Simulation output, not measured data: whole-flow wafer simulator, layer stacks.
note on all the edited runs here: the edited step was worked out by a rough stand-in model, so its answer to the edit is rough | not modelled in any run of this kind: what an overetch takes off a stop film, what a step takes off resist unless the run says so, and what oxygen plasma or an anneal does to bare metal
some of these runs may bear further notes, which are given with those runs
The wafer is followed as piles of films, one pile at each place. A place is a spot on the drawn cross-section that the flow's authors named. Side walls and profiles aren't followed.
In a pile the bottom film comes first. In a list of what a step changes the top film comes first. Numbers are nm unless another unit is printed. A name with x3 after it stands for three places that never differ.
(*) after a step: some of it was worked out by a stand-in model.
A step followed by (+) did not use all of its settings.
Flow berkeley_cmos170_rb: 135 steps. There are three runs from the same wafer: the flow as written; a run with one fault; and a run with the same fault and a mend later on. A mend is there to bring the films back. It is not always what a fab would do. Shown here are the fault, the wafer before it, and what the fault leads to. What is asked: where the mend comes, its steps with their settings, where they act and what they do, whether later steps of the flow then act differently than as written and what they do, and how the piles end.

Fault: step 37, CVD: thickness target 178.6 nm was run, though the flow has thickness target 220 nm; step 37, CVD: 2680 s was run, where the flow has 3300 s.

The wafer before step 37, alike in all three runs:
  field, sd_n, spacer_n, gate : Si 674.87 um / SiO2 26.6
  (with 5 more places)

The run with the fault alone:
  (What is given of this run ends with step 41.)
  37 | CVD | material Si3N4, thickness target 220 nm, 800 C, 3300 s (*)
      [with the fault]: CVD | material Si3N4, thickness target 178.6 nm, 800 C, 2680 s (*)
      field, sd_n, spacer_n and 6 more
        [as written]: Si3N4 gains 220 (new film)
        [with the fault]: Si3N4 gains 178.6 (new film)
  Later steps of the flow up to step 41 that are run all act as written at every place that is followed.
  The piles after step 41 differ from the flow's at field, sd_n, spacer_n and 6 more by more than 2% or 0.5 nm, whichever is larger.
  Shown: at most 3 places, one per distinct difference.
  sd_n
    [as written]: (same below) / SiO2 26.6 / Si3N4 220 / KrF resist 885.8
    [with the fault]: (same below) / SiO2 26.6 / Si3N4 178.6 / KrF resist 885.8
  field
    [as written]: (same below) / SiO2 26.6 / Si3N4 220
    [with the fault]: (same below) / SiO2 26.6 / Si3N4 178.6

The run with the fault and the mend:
  After step 41 comes the mend.
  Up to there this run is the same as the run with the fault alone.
  41a | STRIP (*) (+)
      sd_n, spacer_n, gate, sd_p, spacer_p, gate_p, contact, m1
        KrF resist loses 885.8 (all of it)
  41b | CLEAN (*)
      leaves every film unchanged at each place that is followed
  41c | CVD | material Si3N4, thickness target 41.36 nm, 800 C, 620 s (*) (the flow's step 37 again, with other settings)
      field, sd_n, spacer_n and 6 more
        Si3N4 gains 41.4
  41d | COAT | KrF resist, thickness 900 nm (the flow's step 38 again)
      field, sd_n, spacer_n and 6 more
        KrF resist gains 900 (new film)
  41e | EXPOSE | photomask ACTIVE (the flow's step 39 again)
      leaves every film unchanged at each place that is followed
  41f | PEB | 130 C, 60 s (*) (the flow's step 40 again)
      leaves every film unchanged at each place that is followed
  41g | DEVELOP | developer developer-D-0.26N, 45 s (the flow's step 41 again)
      sd_n, spacer_n, gate, sd_p, spacer_p, gate_p, contact, m1
        KrF resist loses 14.2
      field
        KrF resist loses 900 (all of it)
  Later steps of the flow that are run all act as written at every place that is followed, up to a difference of at most 2% or 0.5 nm, whichever is larger.
  The piles end the same as the flow's at every place that both follow.
